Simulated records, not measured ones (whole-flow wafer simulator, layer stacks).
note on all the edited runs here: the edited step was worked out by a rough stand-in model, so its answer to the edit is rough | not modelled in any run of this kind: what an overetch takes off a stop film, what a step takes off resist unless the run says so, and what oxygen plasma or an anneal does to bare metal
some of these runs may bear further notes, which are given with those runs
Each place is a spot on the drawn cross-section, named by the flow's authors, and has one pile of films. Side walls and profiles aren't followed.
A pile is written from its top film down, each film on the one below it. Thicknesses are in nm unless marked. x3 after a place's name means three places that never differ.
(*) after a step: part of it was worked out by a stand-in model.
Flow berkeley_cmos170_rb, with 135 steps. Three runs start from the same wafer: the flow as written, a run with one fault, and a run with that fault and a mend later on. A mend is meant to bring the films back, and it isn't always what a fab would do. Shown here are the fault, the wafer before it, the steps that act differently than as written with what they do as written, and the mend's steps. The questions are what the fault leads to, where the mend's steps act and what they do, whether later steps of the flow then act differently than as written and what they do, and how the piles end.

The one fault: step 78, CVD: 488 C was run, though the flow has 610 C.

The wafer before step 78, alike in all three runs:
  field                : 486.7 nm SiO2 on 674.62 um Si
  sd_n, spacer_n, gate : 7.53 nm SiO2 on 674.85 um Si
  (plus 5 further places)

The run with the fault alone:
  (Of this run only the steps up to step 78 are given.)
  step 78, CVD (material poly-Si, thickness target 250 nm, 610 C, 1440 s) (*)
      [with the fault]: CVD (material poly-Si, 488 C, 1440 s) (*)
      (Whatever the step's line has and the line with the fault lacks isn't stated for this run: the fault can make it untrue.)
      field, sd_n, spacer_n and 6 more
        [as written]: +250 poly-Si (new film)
        [with the fault]: +9.23 poly-Si (new film)
  The piles after step 78 differ from the flow's at field, sd_n, spacer_n and 6 more by more than 2% or 0.5 nm, whichever is larger.
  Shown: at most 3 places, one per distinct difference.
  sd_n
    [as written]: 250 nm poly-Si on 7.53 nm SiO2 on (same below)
    [with the fault]: 9.23 nm poly-Si on 7.53 nm SiO2 on (same below)
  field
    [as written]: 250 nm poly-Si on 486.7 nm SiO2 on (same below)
    [with the fault]: 9.23 nm poly-Si on 486.7 nm SiO2 on (same below)

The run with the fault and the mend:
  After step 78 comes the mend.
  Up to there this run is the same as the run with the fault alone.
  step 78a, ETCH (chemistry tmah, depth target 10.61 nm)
      field, sd_n, spacer_n and 6 more
        -9.23 poly-Si (all of it)
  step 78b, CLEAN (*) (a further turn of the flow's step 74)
      alters no film at any place that is followed
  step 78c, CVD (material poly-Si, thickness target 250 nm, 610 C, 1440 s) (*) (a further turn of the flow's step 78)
      field, sd_n, spacer_n and 6 more
        +250 poly-Si (new film)
  Every later step of the flow that is run acts as written, at every place that is followed, to within 2% or 0.5 nm, whichever is larger.
  The piles end the same as the flow's at every place that both follow.
